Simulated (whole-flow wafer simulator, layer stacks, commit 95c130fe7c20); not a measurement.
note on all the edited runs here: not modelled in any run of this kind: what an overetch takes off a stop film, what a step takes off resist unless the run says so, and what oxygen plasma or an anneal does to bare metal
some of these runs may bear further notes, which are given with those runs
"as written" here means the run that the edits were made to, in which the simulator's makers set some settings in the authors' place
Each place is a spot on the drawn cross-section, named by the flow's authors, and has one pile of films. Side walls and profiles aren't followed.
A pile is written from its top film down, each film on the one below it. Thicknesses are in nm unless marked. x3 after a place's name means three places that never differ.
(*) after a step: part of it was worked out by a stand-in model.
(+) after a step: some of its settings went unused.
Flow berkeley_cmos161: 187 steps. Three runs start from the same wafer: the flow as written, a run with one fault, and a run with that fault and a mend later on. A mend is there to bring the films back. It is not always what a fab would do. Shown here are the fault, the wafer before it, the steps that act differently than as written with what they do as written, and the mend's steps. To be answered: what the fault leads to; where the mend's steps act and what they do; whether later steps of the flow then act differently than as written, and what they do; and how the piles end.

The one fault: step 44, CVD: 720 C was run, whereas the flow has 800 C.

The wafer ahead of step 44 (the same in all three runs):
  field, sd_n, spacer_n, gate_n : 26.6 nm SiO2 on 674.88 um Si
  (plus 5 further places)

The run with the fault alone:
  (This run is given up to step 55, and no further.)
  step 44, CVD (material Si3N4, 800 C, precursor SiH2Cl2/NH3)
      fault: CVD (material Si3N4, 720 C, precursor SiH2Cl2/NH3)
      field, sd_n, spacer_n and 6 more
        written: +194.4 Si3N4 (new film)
        fault: +58.5 Si3N4 (new film)
  Steps later in the flow that act otherwise than as written:
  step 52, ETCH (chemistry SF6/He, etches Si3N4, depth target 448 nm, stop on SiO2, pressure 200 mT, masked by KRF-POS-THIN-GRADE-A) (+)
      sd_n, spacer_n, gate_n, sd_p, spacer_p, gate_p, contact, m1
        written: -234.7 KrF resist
        fault: -86.9 KrF resist
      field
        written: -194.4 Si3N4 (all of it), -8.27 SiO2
        fault: -58.5 Si3N4 (all of it), -8.27 SiO2
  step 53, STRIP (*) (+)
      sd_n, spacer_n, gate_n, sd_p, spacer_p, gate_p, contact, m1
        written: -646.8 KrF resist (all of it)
        fault: -794.5 KrF resist (all of it)
  Once step 55 is done, the piles at sd_n, spacer_n, gate_n, sd_p, spacer_p, gate_p, contact, m1 depart from the flow's by more than 2% or 0.5 nm, whichever is larger.
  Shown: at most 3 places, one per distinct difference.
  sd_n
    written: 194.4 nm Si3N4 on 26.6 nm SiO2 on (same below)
    fault: 58.5 nm Si3N4 on 26.6 nm SiO2 on (same below)

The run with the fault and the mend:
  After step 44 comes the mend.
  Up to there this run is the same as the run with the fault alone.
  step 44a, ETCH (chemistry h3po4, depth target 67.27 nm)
      field, sd_n, spacer_n and 6 more
        -58.5 Si3N4 (all of it)
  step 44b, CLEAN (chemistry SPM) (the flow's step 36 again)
      does not change any film at any place that is followed
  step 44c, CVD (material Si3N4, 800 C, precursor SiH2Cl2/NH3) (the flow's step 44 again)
      field, sd_n, spacer_n and 6 more
        +194.4 Si3N4 (new film)
  Later steps of the flow that are run all act as written at every place that is followed.
  By the end, the piles equal the flow's at every place that both follow.
